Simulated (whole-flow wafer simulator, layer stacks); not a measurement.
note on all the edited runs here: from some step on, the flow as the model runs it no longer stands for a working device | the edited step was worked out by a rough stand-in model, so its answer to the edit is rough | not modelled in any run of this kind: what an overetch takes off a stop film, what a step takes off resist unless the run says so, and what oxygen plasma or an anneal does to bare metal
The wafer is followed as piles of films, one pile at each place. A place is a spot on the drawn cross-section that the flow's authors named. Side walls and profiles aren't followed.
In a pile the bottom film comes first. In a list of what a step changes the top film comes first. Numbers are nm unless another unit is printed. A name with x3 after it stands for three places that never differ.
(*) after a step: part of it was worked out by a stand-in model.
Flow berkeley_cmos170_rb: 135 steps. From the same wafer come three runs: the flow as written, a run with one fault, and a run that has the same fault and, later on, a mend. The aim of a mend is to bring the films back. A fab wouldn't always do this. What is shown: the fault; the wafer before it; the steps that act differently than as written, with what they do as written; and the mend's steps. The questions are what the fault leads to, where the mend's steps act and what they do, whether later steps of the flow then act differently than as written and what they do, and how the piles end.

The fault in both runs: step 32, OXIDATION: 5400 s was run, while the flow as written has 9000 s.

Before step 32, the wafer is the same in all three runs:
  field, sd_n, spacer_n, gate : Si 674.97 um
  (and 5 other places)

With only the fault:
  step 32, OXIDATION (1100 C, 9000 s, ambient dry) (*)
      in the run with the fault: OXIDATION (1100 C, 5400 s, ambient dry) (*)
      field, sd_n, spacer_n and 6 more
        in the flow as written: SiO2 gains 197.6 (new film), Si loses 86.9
        in the run with the fault: SiO2 gains 144.5 (new film), Si loses 63.6
  Later steps of the flow acting differently than as written:
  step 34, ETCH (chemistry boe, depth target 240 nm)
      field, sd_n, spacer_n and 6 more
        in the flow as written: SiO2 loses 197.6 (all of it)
        in the run with the fault: SiO2 loses 144.5 (all of it)
  The piles end only slightly different from the flow's at the places that both follow, by no more than 2% or 0.5 nm, whichever is larger.

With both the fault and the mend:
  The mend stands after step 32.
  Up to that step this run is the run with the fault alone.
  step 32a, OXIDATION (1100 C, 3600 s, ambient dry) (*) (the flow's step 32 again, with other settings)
      field, sd_n, spacer_n and 6 more
        SiO2 gains 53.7, Si loses 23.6
  Every later step of the flow that is run acts as written, at every place that is followed, to within 2% or 0.5 nm, whichever is larger.
  The piles end only slightly different from the flow's at the places that both follow, by no more than 2% or 0.5 nm, whichever is larger.
